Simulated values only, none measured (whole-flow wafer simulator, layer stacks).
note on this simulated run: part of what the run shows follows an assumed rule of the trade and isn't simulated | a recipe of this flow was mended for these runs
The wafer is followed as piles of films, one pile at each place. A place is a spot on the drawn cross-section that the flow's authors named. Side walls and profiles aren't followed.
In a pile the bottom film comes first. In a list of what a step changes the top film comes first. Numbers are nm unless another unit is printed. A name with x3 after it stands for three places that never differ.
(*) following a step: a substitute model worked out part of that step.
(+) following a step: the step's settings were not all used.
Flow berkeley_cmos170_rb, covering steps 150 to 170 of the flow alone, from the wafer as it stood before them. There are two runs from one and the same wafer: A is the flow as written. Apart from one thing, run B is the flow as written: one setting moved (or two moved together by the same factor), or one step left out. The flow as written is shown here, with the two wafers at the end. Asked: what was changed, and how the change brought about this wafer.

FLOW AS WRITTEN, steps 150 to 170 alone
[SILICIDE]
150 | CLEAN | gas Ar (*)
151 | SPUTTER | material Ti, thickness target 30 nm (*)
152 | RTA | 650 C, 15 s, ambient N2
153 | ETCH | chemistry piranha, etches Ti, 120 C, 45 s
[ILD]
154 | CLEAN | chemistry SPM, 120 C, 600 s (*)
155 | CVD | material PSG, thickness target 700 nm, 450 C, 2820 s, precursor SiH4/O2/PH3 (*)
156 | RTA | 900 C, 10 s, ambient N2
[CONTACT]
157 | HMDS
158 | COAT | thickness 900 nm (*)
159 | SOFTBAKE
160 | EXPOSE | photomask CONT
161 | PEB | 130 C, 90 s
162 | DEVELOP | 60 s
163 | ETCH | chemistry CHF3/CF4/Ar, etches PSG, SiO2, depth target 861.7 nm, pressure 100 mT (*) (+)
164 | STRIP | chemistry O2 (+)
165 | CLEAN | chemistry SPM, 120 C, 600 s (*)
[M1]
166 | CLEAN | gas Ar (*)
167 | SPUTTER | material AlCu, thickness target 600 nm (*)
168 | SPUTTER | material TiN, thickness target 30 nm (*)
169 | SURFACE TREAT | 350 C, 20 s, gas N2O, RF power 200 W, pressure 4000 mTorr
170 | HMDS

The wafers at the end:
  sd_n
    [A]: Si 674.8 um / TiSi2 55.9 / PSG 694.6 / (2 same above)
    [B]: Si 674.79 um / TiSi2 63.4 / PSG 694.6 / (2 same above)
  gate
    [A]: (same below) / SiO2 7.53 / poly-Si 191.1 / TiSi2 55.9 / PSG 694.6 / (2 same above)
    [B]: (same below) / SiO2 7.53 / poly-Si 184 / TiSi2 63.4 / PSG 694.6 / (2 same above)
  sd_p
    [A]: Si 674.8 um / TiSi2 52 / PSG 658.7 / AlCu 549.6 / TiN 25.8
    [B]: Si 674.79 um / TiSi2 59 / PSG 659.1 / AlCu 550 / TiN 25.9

The reason: step 151, SPUTTER: thickness target 34 nm was run, though the flow has thickness target 30 nm.

Step by step, how the change led to this:
  151 | SPUTTER | material Ti, thickness target 30 nm (*)
      field, sd_n, spacer_n, gate, spacer_p, gate_p, contact, m1: A +30 Ti (new film) | B +34 Ti (new film)
      sd_p: A +27.9 Ti (new film) | B +31.6 Ti (new film)
  152 | RTA | 650 C, 15 s, ambient N2
      sd_n, contact, m1: A -23.4 Ti, +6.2 TiSi first (new film), +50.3 TiSi2 C49 (new film), -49 Si | B -26.5 Ti, +14.4 TiSi first (new film), +46 TiSi2 C49 (new film), -50.6 Si
      gate, gate_p: A -23.4 Ti, +6.2 TiSi first (new film), +50.3 TiSi2 C49 (new film), -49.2 poly-Si | B -26.5 Ti, +14.4 TiSi first (new film), +46 TiSi2 C49 (new film), -50.8 poly-Si
      (as well as at 1 more place)
  153 | ETCH | chemistry piranha, etches Ti, 120 C, 45 s
      sd_n, gate, gate_p, contact, m1: A -6.6 Ti (all of it), -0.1 TiSi first | B -7.48 Ti (all of it), -0.1 TiSi first
      field, spacer_n, spacer_p: A -30 Ti (all of it) | B -34 Ti (all of it)
      (as well as at 1 more place)
  156 | RTA | 900 C, 10 s, ambient N2
      sd_n, contact, m1: A under 1 film: +55.9 TiSi2 (new film), -6.09 TiSi first (all of it), -50.3 TiSi2 C49 (all of it), -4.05 Si | B under 1 film: +63.4 TiSi2 (new film), -14.3 TiSi first (all of it), -46 TiSi2 C49 (all of it), -9.51 Si
      gate, gate_p: A under 1 film: +55.9 TiSi2 (new film), -6.09 TiSi first (all of it), -50.3 TiSi2 C49 (all of it), -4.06 poly-Si | B under 1 film: +63.4 TiSi2 (new film), -14.3 TiSi first (all of it), -46 TiSi2 C49 (all of it), -9.55 poly-Si
      (as well as at 1 more place)
